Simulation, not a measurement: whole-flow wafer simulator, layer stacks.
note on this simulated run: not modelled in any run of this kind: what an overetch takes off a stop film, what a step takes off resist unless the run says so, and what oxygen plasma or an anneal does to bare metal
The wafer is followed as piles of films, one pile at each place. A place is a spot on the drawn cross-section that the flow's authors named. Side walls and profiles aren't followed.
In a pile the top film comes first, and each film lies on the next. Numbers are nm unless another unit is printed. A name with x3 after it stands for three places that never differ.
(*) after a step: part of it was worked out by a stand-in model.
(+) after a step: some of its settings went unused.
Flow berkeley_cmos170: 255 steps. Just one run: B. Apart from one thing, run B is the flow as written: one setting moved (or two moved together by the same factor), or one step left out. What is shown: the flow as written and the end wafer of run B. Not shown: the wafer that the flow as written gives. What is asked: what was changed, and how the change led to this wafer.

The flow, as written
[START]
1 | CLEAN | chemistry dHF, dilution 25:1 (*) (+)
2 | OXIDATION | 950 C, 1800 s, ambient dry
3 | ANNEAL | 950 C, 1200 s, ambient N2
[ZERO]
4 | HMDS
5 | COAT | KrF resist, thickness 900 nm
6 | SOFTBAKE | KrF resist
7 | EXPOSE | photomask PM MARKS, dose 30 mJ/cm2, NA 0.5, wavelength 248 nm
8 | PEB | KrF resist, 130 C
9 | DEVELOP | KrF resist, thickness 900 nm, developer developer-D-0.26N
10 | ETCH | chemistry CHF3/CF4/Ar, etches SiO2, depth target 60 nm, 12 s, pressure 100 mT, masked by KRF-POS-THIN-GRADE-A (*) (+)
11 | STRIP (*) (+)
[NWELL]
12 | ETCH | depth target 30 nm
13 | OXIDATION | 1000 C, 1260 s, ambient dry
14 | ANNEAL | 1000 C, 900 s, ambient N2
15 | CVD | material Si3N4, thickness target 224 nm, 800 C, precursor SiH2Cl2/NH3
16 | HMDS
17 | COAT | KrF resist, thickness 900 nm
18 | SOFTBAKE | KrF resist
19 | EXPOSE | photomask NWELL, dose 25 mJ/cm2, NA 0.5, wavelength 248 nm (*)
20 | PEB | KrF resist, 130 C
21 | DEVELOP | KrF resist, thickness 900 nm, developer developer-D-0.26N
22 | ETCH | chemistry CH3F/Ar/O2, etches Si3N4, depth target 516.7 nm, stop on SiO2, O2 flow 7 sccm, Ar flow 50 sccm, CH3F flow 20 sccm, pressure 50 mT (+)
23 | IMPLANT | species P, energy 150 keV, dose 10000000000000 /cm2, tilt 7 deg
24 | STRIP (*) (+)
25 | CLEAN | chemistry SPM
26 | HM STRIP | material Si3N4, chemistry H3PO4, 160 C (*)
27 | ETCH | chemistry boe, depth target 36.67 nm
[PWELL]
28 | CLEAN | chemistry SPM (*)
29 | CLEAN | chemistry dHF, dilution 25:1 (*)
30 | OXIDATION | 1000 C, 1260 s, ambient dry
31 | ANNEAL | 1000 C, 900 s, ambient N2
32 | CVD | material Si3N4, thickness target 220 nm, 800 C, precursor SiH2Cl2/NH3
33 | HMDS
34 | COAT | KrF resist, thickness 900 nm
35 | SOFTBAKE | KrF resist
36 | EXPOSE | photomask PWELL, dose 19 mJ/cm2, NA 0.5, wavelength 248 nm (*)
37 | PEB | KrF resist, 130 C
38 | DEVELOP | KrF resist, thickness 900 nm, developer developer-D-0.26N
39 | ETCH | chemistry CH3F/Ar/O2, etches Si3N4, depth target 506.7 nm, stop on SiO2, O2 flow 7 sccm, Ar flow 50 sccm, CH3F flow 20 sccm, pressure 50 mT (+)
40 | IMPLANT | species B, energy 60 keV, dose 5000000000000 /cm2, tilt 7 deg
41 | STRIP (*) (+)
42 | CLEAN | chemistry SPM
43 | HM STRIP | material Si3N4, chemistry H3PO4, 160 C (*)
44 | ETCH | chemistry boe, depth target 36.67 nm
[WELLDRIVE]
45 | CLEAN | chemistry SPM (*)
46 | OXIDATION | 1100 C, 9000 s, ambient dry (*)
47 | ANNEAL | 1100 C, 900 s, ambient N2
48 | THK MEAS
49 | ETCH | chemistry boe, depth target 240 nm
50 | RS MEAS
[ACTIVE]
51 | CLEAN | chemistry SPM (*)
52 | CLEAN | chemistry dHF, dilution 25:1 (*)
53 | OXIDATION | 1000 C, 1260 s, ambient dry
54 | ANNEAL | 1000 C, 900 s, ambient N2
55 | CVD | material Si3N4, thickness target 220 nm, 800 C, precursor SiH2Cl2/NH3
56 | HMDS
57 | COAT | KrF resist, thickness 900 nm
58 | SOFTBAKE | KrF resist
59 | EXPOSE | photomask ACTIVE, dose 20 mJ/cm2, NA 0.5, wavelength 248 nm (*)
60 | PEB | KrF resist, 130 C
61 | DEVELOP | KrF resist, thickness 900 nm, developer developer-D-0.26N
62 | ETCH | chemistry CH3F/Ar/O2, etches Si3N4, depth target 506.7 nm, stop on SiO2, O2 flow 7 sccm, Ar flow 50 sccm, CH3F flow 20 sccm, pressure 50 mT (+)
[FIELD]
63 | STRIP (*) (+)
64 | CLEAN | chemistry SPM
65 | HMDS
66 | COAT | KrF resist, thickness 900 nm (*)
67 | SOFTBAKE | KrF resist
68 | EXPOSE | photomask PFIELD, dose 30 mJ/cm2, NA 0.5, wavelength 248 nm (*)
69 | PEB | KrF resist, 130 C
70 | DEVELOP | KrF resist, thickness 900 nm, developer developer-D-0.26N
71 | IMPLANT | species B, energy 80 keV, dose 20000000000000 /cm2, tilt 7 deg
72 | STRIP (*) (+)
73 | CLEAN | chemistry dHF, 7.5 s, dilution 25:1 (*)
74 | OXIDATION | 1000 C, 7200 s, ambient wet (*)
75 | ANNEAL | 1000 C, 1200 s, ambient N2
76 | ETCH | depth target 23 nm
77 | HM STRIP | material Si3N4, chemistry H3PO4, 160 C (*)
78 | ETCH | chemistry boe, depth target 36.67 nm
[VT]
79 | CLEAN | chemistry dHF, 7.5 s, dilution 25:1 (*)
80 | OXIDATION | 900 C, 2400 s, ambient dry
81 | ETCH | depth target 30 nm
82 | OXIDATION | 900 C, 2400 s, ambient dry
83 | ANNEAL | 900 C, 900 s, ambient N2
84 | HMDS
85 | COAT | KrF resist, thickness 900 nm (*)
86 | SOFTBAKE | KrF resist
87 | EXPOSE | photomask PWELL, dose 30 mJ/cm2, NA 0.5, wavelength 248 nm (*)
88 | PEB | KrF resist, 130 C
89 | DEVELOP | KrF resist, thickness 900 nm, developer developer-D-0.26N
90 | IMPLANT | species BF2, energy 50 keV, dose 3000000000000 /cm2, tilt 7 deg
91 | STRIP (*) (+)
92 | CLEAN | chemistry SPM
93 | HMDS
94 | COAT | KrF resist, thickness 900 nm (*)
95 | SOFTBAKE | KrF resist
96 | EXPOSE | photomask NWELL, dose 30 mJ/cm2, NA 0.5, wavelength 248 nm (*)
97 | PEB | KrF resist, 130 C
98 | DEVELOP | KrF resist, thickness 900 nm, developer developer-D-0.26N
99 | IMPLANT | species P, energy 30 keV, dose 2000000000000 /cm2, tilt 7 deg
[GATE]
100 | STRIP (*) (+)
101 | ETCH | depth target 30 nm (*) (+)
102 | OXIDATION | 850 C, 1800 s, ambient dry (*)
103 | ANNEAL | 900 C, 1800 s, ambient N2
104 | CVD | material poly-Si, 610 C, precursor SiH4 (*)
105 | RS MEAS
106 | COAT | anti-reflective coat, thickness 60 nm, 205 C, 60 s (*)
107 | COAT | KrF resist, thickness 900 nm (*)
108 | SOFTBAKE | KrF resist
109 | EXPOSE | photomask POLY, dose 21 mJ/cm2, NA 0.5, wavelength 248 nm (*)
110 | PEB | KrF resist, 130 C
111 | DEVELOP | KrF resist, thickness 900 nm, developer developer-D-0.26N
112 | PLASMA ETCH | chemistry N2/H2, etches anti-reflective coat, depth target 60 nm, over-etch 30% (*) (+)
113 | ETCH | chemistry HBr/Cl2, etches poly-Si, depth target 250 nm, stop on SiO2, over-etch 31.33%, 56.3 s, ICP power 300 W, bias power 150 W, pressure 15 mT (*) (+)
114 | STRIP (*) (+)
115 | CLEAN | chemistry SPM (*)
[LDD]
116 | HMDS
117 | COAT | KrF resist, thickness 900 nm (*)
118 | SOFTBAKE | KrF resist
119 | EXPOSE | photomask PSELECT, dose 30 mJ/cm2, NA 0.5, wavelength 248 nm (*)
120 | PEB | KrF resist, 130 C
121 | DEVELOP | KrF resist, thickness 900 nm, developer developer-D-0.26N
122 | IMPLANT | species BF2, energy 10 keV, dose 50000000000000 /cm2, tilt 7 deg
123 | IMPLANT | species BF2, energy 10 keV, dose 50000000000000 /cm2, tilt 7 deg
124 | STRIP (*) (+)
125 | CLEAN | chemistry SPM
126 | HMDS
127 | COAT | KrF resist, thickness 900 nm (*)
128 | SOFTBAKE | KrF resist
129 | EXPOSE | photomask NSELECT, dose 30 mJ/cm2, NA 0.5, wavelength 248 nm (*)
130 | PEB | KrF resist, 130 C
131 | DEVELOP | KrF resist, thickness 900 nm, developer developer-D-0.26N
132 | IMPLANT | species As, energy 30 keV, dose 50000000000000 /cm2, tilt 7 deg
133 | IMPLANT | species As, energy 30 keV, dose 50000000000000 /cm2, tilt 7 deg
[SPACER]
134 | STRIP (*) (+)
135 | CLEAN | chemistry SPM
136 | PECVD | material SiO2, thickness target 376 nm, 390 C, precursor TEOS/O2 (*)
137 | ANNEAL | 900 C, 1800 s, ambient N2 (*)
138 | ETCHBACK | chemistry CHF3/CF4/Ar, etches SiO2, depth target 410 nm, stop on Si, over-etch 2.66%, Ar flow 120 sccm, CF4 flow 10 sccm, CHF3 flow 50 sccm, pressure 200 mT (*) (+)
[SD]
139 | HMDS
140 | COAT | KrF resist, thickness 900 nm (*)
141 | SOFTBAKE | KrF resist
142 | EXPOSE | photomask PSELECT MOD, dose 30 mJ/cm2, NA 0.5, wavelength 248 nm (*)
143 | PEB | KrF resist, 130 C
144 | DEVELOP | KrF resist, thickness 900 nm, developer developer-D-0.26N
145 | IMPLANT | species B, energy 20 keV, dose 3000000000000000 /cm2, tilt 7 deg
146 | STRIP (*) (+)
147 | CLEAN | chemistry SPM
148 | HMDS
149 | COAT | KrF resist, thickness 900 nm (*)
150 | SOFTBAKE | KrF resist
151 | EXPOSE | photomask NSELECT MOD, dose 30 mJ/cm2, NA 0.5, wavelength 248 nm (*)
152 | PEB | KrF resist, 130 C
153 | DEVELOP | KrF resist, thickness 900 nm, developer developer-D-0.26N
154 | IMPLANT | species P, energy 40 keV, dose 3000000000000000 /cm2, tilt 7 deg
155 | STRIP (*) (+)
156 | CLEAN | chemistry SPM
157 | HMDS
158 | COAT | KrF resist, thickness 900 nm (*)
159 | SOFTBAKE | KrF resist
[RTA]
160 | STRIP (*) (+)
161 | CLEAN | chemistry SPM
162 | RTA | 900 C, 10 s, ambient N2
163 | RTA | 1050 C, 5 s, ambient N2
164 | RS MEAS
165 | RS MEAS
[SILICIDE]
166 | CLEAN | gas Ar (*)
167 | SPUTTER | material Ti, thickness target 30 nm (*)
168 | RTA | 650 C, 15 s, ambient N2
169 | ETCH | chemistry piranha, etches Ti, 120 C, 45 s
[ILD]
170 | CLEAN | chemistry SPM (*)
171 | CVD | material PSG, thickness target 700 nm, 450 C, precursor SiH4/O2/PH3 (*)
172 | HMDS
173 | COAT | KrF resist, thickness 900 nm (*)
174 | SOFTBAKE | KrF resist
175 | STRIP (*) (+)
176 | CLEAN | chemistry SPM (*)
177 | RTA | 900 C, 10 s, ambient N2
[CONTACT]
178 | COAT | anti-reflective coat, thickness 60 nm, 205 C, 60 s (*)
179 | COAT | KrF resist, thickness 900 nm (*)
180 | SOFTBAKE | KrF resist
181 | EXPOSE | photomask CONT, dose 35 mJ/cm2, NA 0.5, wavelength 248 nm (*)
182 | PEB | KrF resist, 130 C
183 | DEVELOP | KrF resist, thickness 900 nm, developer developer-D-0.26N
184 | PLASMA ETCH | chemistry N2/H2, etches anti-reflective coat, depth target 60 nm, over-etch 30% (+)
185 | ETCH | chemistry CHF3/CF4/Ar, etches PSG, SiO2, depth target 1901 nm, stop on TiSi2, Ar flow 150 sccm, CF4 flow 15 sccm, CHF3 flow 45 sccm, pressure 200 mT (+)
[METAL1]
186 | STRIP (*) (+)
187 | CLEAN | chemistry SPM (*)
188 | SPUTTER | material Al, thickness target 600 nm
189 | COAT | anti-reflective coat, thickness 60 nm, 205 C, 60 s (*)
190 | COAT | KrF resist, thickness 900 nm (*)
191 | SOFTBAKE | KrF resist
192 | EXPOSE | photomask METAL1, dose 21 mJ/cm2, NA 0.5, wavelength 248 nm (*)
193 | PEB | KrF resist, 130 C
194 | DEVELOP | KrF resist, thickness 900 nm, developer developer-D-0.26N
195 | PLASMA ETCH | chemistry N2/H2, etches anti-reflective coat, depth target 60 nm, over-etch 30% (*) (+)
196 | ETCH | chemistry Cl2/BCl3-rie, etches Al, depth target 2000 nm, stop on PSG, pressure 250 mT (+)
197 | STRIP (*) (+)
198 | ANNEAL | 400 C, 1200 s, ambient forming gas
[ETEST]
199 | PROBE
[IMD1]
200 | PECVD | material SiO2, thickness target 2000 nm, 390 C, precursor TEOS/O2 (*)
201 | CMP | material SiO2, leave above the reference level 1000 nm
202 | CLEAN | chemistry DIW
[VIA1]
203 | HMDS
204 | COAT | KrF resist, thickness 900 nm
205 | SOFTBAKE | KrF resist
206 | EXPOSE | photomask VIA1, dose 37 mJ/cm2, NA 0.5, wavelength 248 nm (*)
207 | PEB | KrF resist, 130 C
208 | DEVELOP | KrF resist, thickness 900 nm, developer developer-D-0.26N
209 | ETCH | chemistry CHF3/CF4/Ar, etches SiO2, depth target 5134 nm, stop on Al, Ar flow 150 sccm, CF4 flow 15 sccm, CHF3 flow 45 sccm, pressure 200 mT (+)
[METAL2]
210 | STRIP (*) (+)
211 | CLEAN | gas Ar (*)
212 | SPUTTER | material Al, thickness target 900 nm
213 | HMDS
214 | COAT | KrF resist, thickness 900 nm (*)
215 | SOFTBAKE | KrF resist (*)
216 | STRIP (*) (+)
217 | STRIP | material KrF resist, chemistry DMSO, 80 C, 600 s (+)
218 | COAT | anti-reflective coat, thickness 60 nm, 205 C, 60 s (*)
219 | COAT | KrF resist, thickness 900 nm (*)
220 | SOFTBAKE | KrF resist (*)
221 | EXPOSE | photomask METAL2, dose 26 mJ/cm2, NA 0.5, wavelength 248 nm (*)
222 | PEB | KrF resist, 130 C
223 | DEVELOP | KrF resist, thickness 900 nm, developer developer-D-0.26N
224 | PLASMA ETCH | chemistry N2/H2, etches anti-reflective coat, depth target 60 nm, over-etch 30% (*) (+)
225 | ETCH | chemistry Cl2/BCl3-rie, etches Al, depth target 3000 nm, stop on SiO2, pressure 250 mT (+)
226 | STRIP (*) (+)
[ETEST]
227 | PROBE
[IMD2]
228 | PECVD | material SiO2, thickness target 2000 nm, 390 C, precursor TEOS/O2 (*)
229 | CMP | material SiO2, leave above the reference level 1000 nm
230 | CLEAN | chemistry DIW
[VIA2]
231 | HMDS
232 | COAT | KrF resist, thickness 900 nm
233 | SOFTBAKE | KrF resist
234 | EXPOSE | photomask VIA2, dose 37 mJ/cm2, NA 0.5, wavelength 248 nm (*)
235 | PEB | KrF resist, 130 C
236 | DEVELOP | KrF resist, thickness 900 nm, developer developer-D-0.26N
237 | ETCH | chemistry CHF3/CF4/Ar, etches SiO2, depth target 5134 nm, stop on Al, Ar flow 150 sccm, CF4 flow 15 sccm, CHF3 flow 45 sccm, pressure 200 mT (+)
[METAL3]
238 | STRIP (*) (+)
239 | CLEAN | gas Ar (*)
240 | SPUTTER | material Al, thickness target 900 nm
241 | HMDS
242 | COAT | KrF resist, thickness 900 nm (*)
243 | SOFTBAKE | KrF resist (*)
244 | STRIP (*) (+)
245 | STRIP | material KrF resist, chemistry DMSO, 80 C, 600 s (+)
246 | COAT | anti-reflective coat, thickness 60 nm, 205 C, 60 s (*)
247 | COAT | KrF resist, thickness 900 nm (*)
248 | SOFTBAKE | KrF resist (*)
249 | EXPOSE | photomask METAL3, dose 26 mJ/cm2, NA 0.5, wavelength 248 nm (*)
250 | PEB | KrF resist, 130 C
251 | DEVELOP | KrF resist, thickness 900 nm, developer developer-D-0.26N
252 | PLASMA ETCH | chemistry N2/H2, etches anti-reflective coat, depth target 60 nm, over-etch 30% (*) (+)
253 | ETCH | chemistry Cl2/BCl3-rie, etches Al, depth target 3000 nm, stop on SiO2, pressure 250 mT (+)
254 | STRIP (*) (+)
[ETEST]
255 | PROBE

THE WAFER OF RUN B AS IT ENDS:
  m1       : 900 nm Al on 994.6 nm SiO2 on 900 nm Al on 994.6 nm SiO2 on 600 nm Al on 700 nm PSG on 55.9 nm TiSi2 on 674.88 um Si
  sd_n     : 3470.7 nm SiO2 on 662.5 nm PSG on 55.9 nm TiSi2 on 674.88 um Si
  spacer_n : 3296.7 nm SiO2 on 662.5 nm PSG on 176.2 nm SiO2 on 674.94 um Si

What caused this: step 46, OXIDATION: 1100 C, 9000 s, ambient dry (*), was not run.

Step by step, how the change led to this:
  49 | ETCH | chemistry boe, depth target 240 nm
      field, sd_n, spacer_n and 9 more: -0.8 chemical SiO2 (all of it) (it would be, as written: -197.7 SiO2 (all of it))
